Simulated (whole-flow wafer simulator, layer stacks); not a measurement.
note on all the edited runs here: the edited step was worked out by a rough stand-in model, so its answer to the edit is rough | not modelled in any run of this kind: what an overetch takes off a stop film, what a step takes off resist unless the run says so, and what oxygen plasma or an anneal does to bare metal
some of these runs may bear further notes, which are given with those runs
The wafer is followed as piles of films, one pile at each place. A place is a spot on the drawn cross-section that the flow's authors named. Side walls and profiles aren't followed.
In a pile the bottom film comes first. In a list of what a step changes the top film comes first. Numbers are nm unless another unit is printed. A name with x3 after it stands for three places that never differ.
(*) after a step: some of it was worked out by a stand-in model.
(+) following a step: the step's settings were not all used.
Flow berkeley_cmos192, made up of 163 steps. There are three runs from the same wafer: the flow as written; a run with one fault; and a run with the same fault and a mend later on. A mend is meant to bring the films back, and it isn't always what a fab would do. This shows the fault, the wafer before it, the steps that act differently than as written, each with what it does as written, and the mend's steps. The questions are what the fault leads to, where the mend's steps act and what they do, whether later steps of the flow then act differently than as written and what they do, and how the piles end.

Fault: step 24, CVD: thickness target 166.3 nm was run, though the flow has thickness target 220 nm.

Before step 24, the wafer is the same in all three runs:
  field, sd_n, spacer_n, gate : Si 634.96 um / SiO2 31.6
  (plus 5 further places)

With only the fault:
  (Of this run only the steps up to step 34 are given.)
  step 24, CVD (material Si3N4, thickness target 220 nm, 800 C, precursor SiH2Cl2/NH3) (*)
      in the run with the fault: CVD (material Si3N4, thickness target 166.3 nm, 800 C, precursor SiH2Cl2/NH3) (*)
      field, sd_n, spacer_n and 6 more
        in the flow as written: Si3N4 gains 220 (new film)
        in the run with the fault: Si3N4 gains 166.3 (new film)
  Later steps of the flow acting differently than as written:
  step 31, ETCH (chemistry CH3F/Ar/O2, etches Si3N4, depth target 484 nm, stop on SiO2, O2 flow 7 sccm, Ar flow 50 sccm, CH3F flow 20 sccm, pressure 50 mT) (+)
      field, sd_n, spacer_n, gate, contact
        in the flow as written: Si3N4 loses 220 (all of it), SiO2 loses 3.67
        in the run with the fault: Si3N4 loses 166.3 (all of it), SiO2 loses 3.67
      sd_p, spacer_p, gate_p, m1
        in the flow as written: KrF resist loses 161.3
        in the run with the fault: KrF resist loses 125.5
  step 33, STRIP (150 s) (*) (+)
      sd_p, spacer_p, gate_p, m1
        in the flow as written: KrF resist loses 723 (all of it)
        in the run with the fault: KrF resist loses 758.8 (all of it)
  After step 34, at sd_p, spacer_p, gate_p, m1, the piles differ from the flow's by more than 2% or 0.5 nm, whichever is larger.
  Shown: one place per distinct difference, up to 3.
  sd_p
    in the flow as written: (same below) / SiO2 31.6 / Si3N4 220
    in the run with the fault: (same below) / SiO2 31.6 / Si3N4 166.3

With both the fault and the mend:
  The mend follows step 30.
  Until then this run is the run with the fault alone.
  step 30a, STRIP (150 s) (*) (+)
      sd_p, spacer_p, gate_p, m1
        KrF resist loses 884.4 (all of it)
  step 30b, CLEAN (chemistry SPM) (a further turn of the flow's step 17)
      alters no film at any place that is followed
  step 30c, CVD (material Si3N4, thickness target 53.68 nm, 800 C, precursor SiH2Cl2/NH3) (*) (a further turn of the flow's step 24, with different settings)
      field, sd_n, spacer_n and 6 more
        Si3N4 gains 53.7
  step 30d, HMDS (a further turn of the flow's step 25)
      alters no film at any place that is followed
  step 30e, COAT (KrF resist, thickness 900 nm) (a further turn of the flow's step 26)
      field, sd_n, spacer_n and 6 more
        KrF resist gains 900 (new film)
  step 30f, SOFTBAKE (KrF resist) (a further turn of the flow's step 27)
      alters no film at any place that is followed
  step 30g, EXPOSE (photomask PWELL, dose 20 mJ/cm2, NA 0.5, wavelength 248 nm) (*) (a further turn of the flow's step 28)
      alters no film at any place that is followed
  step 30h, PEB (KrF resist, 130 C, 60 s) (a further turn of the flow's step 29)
      field, sd_n, spacer_n and 6 more
        KrF resist loses 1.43
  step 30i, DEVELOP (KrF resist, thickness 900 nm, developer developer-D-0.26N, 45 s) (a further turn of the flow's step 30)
      field, sd_n, spacer_n, gate, contact
        KrF resist loses 898.6 (all of it)
      sd_p, spacer_p, gate_p, m1
        KrF resist loses 14.2
  Later steps of the flow that are run all act as written at every place that is followed.
  At every place that both follow, the piles at the end match the flow's.
